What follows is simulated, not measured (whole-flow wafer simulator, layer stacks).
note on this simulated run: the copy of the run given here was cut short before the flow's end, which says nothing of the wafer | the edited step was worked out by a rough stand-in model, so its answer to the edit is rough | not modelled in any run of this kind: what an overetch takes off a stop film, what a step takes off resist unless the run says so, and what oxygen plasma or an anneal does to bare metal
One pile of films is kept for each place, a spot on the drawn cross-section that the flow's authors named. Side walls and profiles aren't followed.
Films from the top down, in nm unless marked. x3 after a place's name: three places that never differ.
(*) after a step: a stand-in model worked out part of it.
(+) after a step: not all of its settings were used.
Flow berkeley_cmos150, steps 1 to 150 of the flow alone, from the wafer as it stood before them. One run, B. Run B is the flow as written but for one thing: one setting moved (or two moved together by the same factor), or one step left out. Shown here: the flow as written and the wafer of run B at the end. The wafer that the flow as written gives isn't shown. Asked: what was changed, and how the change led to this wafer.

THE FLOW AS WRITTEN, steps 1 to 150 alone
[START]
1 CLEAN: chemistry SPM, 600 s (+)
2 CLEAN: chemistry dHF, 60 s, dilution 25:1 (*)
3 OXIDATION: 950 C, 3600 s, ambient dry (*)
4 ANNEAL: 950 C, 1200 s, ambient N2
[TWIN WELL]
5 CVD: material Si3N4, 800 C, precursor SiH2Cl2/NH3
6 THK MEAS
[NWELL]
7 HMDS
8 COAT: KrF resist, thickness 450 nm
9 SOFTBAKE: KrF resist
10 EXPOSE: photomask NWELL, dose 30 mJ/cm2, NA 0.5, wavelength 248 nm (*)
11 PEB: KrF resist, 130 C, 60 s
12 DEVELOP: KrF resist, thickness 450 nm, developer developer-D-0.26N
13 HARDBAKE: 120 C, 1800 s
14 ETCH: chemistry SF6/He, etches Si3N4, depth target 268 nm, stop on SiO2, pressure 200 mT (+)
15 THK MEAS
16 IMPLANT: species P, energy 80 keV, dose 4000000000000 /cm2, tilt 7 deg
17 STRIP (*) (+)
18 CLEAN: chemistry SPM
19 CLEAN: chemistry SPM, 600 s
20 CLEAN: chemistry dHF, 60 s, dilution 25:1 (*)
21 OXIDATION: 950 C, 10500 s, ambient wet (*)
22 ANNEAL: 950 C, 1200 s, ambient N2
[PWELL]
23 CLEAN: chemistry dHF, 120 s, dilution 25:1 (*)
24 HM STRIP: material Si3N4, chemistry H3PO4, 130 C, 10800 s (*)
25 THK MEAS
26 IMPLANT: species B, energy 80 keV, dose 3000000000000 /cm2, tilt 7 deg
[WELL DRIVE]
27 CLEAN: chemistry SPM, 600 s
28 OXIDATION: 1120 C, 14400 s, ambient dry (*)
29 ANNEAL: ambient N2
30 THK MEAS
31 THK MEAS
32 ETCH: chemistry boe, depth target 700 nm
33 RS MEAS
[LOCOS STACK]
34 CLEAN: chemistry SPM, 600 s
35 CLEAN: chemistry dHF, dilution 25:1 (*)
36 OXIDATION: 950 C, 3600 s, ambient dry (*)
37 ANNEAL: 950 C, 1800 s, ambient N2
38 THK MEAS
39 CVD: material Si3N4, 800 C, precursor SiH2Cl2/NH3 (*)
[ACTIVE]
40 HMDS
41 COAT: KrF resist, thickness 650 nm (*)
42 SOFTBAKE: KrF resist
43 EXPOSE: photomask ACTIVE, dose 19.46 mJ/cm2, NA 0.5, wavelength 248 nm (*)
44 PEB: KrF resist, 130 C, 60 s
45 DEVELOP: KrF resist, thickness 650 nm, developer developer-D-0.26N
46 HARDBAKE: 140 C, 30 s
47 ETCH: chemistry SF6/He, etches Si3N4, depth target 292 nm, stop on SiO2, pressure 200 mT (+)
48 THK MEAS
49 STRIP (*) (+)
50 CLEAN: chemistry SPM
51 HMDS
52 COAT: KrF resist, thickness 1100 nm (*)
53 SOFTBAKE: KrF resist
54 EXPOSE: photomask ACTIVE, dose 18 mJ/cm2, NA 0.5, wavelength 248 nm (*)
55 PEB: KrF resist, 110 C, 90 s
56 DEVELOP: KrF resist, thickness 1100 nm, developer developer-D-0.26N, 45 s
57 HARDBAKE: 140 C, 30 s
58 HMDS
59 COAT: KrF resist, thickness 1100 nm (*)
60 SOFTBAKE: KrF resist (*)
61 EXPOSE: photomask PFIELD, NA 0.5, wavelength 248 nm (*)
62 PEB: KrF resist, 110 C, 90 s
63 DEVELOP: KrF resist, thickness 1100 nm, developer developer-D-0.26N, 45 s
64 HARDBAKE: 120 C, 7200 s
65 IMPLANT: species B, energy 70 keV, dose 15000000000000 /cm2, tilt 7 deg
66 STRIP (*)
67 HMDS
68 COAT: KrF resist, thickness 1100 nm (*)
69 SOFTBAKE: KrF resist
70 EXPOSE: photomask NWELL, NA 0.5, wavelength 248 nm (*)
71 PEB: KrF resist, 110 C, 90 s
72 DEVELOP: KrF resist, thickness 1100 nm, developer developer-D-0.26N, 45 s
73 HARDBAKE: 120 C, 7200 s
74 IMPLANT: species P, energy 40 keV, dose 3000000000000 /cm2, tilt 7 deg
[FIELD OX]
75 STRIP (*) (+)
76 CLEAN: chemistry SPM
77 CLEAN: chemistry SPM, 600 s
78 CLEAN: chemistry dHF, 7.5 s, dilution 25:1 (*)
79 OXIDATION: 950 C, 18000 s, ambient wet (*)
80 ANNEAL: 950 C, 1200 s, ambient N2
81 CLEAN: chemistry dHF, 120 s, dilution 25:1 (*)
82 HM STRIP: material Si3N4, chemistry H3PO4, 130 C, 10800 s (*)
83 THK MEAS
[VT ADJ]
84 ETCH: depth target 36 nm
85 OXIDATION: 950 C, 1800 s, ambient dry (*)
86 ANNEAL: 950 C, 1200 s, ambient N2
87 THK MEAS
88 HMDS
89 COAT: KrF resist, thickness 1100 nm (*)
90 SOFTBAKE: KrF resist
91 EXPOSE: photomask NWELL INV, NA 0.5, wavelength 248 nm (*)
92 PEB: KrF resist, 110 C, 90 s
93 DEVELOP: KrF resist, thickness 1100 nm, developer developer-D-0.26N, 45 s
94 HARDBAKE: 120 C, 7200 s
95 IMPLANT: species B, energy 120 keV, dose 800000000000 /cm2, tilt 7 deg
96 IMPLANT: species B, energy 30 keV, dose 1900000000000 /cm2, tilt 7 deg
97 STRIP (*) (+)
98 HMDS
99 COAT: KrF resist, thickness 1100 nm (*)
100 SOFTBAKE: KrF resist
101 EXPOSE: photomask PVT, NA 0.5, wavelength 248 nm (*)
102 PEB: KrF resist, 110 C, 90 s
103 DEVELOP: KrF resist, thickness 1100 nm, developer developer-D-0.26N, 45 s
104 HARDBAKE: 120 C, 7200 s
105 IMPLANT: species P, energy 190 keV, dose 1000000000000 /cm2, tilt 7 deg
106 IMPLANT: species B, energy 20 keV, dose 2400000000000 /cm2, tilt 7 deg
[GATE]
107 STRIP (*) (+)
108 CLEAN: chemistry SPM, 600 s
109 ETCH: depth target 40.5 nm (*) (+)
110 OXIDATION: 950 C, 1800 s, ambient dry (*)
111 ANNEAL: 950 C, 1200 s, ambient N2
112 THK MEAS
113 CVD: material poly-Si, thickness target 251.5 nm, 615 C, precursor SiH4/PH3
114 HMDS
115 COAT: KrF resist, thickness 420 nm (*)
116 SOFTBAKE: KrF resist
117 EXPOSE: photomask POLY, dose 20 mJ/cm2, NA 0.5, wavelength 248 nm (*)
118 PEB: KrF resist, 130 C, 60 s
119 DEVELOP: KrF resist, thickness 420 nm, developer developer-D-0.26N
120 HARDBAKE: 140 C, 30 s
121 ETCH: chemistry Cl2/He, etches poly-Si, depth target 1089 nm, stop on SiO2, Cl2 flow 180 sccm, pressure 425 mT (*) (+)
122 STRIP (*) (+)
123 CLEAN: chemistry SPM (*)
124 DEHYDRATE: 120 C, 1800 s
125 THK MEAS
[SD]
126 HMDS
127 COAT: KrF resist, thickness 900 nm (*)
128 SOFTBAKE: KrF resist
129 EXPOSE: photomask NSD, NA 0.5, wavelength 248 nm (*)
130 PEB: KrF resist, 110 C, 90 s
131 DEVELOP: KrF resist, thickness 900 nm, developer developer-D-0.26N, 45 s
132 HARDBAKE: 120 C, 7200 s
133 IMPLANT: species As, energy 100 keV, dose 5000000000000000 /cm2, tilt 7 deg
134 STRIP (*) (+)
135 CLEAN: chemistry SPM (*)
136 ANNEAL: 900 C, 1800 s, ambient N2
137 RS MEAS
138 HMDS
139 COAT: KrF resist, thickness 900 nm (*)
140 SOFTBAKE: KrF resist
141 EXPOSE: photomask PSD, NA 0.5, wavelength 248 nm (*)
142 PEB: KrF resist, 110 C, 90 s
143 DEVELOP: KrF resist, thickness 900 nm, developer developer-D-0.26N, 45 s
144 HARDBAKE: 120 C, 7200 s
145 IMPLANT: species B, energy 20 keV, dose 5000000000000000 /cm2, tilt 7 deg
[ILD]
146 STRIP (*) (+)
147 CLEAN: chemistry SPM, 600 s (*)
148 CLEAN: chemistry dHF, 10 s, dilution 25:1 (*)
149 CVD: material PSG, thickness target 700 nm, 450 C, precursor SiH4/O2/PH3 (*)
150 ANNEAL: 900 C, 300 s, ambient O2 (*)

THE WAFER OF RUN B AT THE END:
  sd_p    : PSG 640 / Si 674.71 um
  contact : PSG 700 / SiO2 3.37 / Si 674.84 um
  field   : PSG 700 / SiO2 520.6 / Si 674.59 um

The cause: step 110, OXIDATION: 862 C was run, where the flow has 950 C.

How the change led to this, step by step:
  110 OXIDATION: 950 C, 1800 s, ambient dry (*)
      sd_n, gate_n, sd_p, gate_p, contact, m1: SiO2 +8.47 (new film), Si -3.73 (as written it would be: SiO2 +20.4 (new film), Si -8.98)
      field, field_p: SiO2 +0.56, Si -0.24 (as written it would be: SiO2 +2.49, Si -1.09)
  148 CLEAN: chemistry dHF, 10 s, dilution 25:1 (*)
      sd_p: SiO2 -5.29 (all of it) (as written it would be: SiO2 -7.51)
